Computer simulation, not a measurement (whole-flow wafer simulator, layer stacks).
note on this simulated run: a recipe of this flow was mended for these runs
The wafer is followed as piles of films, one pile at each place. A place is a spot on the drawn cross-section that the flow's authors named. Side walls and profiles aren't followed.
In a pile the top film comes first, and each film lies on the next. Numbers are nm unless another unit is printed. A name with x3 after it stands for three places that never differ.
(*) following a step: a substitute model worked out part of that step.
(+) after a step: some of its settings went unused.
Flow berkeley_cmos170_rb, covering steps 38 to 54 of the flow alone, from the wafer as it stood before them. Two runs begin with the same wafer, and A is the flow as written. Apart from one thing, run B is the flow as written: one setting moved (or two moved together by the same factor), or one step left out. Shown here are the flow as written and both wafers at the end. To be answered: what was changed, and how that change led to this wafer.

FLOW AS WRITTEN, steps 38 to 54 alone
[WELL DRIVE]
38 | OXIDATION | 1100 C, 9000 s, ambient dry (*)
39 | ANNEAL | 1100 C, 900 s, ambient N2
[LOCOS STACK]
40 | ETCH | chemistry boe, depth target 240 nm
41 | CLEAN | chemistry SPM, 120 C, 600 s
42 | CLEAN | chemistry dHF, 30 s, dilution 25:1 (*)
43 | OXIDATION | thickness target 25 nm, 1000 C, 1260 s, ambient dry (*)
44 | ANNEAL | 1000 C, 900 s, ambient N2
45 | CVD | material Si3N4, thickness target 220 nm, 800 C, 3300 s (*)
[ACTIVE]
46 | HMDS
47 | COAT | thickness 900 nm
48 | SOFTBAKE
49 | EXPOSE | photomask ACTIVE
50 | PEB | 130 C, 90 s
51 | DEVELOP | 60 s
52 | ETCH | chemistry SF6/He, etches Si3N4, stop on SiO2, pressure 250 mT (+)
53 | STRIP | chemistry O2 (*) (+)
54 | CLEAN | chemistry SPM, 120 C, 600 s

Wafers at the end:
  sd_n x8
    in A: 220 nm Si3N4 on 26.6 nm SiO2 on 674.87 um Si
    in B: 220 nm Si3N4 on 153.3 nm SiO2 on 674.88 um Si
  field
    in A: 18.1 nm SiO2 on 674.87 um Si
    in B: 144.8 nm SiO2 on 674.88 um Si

The reason: step 40, ETCH: depth target 48 nm was run, while the flow as written has depth target 240 nm.

The path from the change to this, step by step:
  40 | ETCH | chemistry boe, depth target 240 nm
      field, sd_n x8: A SiO2 loses 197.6 (all of it) | B SiO2 loses 48
  41 | CLEAN | chemistry SPM, 120 C, 600 s
      field, sd_n x8: A chemical SiO2 gains 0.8 (new film), Si loses 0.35 | B nothing
  42 | CLEAN | chemistry dHF, 30 s, dilution 25:1 (*)
      field, sd_n x8: A chemical SiO2 loses 0.8 (all of it) | B SiO2 loses 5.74
  43 | OXIDATION | thickness target 25 nm, 1000 C, 1260 s, ambient dry (*)
      field, sd_n x8: A SiO2 gains 26.6 (new film), Si loses 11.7 | B SiO2 gains 9.4, Si loses 4.14
